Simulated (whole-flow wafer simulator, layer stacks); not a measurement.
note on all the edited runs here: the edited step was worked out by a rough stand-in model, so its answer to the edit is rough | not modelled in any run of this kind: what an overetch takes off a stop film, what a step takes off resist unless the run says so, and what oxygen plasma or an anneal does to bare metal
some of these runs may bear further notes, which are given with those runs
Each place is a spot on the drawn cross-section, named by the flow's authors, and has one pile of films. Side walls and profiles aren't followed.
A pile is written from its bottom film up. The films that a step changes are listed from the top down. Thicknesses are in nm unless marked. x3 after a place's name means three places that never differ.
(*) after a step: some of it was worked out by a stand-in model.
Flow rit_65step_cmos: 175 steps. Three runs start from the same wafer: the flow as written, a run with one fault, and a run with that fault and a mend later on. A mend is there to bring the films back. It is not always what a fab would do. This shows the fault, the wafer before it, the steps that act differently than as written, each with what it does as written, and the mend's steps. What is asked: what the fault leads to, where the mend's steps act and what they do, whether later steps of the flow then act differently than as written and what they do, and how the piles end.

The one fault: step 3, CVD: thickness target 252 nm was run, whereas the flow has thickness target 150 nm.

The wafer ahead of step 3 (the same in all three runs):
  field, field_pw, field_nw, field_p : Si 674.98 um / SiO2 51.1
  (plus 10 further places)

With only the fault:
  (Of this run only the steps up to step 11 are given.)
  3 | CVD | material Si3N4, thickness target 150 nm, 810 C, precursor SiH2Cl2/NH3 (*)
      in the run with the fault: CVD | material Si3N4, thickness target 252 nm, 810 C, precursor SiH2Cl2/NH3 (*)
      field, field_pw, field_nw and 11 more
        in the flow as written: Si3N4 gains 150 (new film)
        in the run with the fault: Si3N4 gains 252 (new film)
  Later steps of the flow up to step 11 that are run all act as written at every place that is followed.
  Once step 11 is done, the piles at field, field_pw, field_nw and 11 more depart from the flow's by more than 2% or 0.5 nm, whichever is larger.
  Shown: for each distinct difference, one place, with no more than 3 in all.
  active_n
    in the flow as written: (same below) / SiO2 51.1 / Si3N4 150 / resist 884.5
    in the run with the fault: (same below) / SiO2 51.1 / Si3N4 252 / resist 884.5
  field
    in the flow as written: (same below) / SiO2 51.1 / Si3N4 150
    in the run with the fault: (same below) / SiO2 51.1 / Si3N4 252

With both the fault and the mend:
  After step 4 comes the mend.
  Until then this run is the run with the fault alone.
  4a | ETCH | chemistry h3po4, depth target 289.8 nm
      field, field_pw, field_nw and 11 more
        Si3N4 loses 252 (all of it)
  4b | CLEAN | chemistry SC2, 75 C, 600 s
      leaves every film unchanged at each place that is followed
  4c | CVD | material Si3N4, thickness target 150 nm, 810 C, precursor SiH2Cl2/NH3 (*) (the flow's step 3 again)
      field, field_pw, field_nw and 11 more
        Si3N4 gains 150 (new film)
  Later steps of the flow that are run all act as written at every place that is followed.
  At every place that both follow, the piles at the end match the flow's.
